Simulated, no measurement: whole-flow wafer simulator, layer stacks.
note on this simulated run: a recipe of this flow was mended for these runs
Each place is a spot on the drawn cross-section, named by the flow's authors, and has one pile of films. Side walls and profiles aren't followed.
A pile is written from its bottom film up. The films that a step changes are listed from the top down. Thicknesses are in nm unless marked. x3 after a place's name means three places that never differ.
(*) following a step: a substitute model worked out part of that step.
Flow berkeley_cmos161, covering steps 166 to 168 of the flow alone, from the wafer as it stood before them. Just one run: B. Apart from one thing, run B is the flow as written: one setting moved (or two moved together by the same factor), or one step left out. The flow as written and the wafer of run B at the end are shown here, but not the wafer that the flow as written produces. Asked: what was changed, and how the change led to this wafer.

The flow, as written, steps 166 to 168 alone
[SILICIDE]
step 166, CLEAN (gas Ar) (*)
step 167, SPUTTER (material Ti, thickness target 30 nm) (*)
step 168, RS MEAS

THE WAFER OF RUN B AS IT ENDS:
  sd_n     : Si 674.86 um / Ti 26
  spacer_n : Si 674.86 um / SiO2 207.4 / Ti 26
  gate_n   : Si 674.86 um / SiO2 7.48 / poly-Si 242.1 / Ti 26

The reason: step 167, SPUTTER: thickness target 26 nm was run, while the flow as written has thickness target 30 nm.
One can read it off the wafer: sd_n has Ti 26, and step 167 as written asks for 30 nm.

The path from the change to this, step by step:
  step 167, SPUTTER (material Ti, thickness target 30 nm) (*)
      field, sd_n, spacer_n, gate_n, sd_p, spacer_p, gate_p, contact x2: +26 Ti (new film) (as written it would have been: +30 Ti (new film))
